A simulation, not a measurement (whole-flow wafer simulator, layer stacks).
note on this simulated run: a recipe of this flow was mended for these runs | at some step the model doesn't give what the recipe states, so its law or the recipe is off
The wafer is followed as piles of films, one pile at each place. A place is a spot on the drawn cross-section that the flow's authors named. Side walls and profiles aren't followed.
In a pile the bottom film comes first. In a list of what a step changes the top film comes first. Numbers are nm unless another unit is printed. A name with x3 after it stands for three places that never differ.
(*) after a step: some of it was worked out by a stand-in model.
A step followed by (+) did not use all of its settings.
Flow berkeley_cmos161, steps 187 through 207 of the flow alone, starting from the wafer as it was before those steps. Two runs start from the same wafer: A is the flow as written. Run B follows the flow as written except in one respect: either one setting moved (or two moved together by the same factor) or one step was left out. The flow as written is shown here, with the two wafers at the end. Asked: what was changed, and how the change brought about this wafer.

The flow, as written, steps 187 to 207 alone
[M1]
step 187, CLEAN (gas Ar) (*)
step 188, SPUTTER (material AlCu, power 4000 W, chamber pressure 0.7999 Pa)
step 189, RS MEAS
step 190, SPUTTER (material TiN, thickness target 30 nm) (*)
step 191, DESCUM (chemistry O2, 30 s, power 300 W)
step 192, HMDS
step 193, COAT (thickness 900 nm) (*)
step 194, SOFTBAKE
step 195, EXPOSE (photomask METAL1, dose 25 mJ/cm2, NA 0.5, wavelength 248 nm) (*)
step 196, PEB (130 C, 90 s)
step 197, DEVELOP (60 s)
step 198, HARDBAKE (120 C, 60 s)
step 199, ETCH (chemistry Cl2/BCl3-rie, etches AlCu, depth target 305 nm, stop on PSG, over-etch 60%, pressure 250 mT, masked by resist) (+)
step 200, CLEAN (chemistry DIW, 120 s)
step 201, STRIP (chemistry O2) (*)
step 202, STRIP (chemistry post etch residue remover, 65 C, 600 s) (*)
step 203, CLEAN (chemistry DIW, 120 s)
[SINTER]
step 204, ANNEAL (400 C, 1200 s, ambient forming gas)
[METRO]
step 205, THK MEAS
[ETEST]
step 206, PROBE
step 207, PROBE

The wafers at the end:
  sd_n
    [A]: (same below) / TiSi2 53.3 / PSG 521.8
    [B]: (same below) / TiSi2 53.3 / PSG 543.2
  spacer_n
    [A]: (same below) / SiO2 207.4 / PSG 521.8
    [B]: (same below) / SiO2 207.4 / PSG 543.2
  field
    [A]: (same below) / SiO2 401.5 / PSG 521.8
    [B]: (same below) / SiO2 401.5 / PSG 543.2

Cause: step 199, ETCH: depth target 198 nm was run, whereas the flow has depth target 305 nm.

The path from the change to this, step by step:
  step 199, ETCH (chemistry Cl2/BCl3-rie, etches AlCu, depth target 305 nm, stop on PSG, over-etch 60%, pressure 250 mT, masked by resist) (+)
      field, sd_n, spacer_n, gate_n, spacer_p, gate_p: A TiN loses 30 (all of it), AlCu loses 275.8 (all of it), PSG loses 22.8 | B TiN loses 30 (all of it), AlCu loses 275.8 (all of it), PSG loses 1.37
      contact, m1: A KrF-resist loses 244 | B KrF-resist loses 158.4
      (as well as at 1 more place)
  step 201, STRIP (chemistry O2) (*)
      contact: A KrF-resist loses 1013 (all of it) | B KrF-resist loses 1098.6 (all of it)
      m1: A KrF-resist loses 537.5 (all of it) | B KrF-resist loses 623.1 (all of it)
